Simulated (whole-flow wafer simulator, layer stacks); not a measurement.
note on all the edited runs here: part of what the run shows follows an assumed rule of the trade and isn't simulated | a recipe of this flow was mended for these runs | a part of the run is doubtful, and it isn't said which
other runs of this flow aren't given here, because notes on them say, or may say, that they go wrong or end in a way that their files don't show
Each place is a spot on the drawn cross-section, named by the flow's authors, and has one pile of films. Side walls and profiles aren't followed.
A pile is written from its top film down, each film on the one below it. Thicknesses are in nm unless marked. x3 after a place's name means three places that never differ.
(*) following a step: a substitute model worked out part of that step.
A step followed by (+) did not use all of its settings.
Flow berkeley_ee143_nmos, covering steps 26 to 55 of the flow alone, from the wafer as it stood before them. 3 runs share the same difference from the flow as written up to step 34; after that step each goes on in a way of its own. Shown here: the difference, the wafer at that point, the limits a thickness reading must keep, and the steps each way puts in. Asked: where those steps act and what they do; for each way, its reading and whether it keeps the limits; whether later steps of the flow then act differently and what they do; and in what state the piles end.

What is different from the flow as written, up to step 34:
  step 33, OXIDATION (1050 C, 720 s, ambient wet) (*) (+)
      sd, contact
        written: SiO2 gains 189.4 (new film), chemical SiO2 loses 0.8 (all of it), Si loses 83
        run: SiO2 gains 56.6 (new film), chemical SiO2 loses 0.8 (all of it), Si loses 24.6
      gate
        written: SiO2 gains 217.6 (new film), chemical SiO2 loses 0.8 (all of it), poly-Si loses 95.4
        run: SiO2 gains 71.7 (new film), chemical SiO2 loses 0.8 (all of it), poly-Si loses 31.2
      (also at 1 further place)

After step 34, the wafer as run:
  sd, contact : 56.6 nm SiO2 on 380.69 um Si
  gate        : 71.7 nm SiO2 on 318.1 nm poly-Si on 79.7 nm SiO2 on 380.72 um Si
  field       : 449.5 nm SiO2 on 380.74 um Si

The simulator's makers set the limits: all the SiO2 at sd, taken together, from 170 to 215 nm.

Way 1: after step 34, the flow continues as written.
  Reading after step 34: 56.6 nm, not within the limits.
  Steps later in the flow that act otherwise than as written (not shown: 2 more steps that differ only slightly, by at most 2% or 0.5 nm, whichever is larger):
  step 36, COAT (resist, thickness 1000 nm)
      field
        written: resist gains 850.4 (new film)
        way: resist gains 821.1 (new film)
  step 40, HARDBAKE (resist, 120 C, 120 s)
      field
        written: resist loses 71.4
        way: resist loses 68.8
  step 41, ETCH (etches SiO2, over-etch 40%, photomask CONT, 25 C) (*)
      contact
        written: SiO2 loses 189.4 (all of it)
        way: SiO2 loses 56.6 (all of it)
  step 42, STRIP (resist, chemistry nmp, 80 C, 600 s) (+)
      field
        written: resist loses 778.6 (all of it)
        way: resist loses 751.8 (all of it)
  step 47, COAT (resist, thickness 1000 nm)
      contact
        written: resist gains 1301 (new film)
        way: resist gains 1206.2 (new film)
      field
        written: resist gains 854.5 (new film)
        way: resist gains 835.8 (new film)
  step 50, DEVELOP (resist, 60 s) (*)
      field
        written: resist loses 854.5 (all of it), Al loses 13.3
        way: resist loses 835.8 (all of it), Al loses 13.3
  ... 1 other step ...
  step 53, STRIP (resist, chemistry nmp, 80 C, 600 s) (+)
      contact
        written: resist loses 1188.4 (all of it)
        way: resist loses 1102.3 (all of it)
  At gate, sd, field, the piles at the end differ from the flow's by more than 2% or 0.5 nm, whichever is larger.
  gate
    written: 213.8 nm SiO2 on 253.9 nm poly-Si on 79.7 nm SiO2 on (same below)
    way: 67.9 nm SiO2 on 318.1 nm poly-Si on 79.7 nm SiO2 on (same below)
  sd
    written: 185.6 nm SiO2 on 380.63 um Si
    way: 52.8 nm SiO2 on 380.69 um Si
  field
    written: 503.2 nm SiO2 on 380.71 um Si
    way: 445.7 nm SiO2 on 380.74 um Si

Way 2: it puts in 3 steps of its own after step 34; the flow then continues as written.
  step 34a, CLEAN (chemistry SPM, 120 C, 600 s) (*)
      alters no film at any place that is followed
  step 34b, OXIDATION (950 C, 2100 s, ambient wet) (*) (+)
      sd, contact
        SiO2 gains 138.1, Si loses 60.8
      gate
        SiO2 gains 167, poly-Si loses 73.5
      field
        SiO2 gains 79.8, Si loses 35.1
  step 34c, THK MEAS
      alters no film at any place that is followed
  Reading after step 34c: 194.7 nm, inside the limits.
  Steps later in the flow that act otherwise than as written (not shown: 9 more steps that differ only slightly, by at most 2% or 0.5 nm, whichever is larger):
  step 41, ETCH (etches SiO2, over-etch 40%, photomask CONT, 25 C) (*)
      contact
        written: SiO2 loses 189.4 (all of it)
        way: SiO2 loses 194.7 (all of it)
  At gate, sd, field, the piles at the end differ from the flow's by more than 2% or 0.5 nm, whichever is larger.
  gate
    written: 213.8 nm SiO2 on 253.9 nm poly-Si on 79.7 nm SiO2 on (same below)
    way: 234.9 nm SiO2 on 244.6 nm poly-Si on 79.7 nm SiO2 on (same below)
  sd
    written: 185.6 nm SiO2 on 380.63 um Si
    way: 190.9 nm SiO2 on 380.63 um Si
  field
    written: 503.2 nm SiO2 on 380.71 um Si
    way: 525.5 nm SiO2 on 380.7 um Si

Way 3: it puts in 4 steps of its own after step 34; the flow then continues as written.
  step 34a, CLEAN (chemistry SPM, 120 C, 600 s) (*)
      alters no film at any place that is followed
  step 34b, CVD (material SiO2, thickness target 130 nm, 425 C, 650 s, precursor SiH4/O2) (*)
      gate, field
        SiO2 gains 130
      sd, contact
        SiO2 gains 127.8
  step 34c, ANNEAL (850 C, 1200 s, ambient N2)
      alters no film at any place that is followed
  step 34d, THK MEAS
      alters no film at any place that is followed
  Reading after step 34d: 184.4 nm, inside the limits.
  Steps later in the flow that act otherwise than as written (not shown: 3 more steps that differ only slightly, by at most 2% or 0.5 nm, whichever is larger):
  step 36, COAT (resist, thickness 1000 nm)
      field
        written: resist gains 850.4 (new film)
        way: resist gains 822.8 (new film)
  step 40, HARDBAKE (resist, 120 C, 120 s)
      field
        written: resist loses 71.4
        way: resist loses 69
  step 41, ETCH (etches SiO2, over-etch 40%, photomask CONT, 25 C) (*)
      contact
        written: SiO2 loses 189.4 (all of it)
        way: SiO2 loses 184.4 (all of it)
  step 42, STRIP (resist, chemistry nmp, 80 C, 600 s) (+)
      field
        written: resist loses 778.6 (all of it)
        way: resist loses 753.4 (all of it)
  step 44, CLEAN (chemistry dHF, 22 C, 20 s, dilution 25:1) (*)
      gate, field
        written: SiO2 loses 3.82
        way: SiO2 loses 5.98
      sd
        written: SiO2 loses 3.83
        way: SiO2 loses 5.98
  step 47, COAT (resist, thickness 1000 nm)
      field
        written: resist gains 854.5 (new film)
        way: resist gains 830.3 (new film)
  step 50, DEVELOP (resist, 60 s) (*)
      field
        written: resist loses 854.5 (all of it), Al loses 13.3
        way: resist loses 830.3 (all of it), Al loses 13.3
  At gate, sd, field, the piles at the end differ from the flow's by more than 2% or 0.5 nm, whichever is larger.
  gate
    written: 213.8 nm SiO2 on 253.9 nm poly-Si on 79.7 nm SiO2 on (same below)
    way: 195.7 nm SiO2 on 318.1 nm poly-Si on 79.7 nm SiO2 on (same below)
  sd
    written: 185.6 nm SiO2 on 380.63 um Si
    way: 178.4 nm SiO2 on 380.69 um Si
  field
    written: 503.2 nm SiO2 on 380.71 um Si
    way: 573.5 nm SiO2 on 380.74 um Si

The limits are kept by: way 2, way 3. They are not kept by: way 1.
